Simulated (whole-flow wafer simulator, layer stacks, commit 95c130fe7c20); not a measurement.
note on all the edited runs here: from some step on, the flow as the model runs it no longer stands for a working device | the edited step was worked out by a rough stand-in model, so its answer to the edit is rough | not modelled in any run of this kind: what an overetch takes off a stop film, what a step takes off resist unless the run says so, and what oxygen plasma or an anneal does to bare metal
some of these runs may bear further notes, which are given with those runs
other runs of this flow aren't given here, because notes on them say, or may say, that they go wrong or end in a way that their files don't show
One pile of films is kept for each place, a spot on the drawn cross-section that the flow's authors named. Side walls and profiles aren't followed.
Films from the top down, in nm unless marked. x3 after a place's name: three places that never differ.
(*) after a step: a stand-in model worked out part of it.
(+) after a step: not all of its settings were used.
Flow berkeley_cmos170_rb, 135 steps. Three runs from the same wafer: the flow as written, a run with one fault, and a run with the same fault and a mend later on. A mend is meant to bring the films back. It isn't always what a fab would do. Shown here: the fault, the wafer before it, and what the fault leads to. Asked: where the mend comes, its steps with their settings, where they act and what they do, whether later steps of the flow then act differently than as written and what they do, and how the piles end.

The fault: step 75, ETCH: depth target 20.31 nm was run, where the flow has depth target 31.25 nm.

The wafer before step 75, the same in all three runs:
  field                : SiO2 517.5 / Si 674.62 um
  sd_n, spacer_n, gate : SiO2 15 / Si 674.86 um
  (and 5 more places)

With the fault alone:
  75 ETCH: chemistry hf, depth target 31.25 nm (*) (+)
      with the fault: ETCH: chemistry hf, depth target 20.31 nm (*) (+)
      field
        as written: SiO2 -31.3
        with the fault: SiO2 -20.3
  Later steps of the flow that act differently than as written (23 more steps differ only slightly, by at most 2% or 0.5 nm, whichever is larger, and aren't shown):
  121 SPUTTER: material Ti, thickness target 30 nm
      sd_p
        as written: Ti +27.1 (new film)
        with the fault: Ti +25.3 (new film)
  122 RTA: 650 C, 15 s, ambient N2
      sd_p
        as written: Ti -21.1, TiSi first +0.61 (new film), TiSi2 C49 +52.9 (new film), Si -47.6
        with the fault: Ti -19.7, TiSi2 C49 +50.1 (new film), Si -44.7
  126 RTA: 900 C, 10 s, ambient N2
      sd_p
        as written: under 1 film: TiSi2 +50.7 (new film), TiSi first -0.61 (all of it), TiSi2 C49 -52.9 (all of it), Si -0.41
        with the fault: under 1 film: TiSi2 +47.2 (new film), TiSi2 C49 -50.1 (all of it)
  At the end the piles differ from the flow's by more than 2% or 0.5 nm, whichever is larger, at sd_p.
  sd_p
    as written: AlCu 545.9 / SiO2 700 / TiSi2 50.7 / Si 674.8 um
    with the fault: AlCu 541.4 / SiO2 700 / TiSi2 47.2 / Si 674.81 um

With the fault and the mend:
  The mend comes after step 75.
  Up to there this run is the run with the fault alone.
  75a ETCH: chemistry hf, depth target 10.94 nm (*) (+) (the flow's step 75 once more, with other settings)
      field
        SiO2 -10.9
  No later step of the flow acts differently than as written, at any place that is followed, by more than 2% or 0.5 nm, whichever is larger.
  At the end the piles are the same as the flow's at every place that both follow.
